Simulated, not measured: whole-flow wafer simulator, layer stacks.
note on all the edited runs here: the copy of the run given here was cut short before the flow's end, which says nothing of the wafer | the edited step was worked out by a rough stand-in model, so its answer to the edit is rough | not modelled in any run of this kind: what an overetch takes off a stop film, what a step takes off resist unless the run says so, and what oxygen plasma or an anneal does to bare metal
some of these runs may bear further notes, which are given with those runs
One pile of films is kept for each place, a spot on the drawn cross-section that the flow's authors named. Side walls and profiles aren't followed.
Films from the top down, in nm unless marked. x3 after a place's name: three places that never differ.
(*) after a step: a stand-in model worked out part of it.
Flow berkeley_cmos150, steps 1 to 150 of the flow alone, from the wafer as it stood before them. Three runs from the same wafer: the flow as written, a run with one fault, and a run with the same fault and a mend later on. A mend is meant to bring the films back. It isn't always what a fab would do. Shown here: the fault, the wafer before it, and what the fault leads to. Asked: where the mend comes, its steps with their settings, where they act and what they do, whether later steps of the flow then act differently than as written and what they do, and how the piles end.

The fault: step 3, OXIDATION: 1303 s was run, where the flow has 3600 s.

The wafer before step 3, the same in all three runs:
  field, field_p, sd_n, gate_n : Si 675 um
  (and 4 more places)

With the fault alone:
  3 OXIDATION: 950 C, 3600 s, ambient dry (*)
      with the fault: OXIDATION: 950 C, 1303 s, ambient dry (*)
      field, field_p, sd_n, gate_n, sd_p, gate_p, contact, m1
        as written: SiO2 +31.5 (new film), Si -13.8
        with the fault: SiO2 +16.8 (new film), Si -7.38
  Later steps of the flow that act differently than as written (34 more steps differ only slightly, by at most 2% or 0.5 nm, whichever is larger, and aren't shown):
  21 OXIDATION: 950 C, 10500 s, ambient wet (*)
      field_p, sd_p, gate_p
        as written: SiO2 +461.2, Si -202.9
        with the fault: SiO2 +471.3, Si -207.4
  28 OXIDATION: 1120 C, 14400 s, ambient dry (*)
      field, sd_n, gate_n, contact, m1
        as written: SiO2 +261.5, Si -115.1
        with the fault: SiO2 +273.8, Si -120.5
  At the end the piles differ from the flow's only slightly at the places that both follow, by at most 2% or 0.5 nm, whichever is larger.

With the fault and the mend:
  The mend comes after step 4.
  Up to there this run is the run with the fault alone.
  4a OXIDATION: 950 C, 2116 s, ambient dry (*) (the flow's step 3 once more, with other settings)
      field, field_p, sd_n, gate_n, sd_p, gate_p, contact, m1
        SiO2 +14.8, Si -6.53
  No later step of the flow acts differently than as written, at any place that is followed, by more than 2% or 0.5 nm, whichever is larger.
  At the end the piles are the same as the flow's at every place that both follow.
